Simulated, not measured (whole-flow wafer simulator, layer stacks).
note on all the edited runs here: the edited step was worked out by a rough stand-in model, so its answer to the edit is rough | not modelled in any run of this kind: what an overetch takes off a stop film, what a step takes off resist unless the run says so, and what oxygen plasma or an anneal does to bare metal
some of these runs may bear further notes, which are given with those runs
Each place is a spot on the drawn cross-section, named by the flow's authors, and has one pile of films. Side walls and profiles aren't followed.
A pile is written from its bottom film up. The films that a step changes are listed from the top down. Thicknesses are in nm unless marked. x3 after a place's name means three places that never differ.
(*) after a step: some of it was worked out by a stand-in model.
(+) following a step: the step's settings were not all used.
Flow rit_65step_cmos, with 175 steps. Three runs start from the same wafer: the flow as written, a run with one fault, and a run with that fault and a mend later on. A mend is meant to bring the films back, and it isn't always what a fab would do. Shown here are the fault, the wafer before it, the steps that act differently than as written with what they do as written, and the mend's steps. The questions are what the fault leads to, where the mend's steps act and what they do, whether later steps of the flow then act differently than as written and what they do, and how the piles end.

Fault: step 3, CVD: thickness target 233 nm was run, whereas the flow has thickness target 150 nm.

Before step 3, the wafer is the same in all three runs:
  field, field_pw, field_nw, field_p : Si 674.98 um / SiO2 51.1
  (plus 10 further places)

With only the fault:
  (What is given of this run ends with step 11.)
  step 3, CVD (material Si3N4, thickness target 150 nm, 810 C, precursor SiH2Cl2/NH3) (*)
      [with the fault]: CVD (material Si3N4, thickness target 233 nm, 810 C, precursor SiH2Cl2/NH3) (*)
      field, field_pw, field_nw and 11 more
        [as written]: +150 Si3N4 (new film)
        [with the fault]: +233 Si3N4 (new film)
  Later steps of the flow up to step 11 that are run all act as written at every place that is followed.
  After step 11, at field, field_pw, field_nw and 11 more, the piles differ from the flow's by more than 2% or 0.5 nm, whichever is larger.
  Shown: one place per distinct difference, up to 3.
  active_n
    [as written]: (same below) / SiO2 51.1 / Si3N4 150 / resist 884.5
    [with the fault]: (same below) / SiO2 51.1 / Si3N4 233 / resist 884.5
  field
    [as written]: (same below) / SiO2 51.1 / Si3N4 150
    [with the fault]: (same below) / SiO2 51.1 / Si3N4 233

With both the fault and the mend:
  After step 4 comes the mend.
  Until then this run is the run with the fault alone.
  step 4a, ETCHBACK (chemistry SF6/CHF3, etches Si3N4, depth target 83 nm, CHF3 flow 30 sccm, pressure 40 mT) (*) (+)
      field, field_pw, field_nw and 11 more
        -83 Si3N4
  Later steps of the flow that are run all act as written at every place that is followed.
  At every place that both follow, the piles at the end match the flow's.
